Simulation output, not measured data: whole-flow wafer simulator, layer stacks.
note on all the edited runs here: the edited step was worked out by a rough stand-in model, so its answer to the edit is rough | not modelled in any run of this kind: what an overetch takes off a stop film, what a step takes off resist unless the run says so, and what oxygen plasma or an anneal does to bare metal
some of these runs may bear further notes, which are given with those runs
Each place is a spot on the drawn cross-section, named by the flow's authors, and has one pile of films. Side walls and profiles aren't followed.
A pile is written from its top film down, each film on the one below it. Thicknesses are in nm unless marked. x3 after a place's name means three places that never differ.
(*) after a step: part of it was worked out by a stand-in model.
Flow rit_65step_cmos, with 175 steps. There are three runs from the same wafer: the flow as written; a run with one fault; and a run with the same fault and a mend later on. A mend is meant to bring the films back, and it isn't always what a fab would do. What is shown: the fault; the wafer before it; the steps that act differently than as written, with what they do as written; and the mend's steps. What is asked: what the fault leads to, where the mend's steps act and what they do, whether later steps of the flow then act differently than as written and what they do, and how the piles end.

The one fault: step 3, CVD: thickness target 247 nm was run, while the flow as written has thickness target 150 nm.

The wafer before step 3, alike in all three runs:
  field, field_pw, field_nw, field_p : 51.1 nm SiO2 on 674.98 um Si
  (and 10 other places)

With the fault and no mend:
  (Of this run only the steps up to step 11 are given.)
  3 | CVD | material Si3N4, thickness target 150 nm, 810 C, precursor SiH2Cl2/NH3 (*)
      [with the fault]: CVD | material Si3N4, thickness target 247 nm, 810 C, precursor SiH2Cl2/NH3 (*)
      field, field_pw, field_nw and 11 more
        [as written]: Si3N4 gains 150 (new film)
        [with the fault]: Si3N4 gains 247 (new film)
  None of the later steps of the flow up to step 11 acts differently than as written at any place that is followed.
  The piles after step 11 differ from the flow's at field, field_pw, field_nw and 11 more by more than 2% or 0.5 nm, whichever is larger.
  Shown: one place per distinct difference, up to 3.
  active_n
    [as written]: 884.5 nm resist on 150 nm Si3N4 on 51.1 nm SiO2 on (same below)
    [with the fault]: 884.5 nm resist on 247 nm Si3N4 on 51.1 nm SiO2 on (same below)
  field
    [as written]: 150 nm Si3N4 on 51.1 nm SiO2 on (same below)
    [with the fault]: 247 nm Si3N4 on 51.1 nm SiO2 on (same below)

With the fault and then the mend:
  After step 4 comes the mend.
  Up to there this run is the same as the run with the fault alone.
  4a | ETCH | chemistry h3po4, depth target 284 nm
      field, field_pw, field_nw and 11 more
        Si3N4 loses 247 (all of it)
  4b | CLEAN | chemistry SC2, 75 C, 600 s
      does not change any film at any place that is followed
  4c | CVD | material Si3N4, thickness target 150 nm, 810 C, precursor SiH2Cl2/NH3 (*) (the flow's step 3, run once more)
      field, field_pw, field_nw and 11 more
        Si3N4 gains 150 (new film)
  None of the later steps of the flow acts differently than as written at any place that is followed.
  By the end, the piles equal the flow's at every place that both follow.
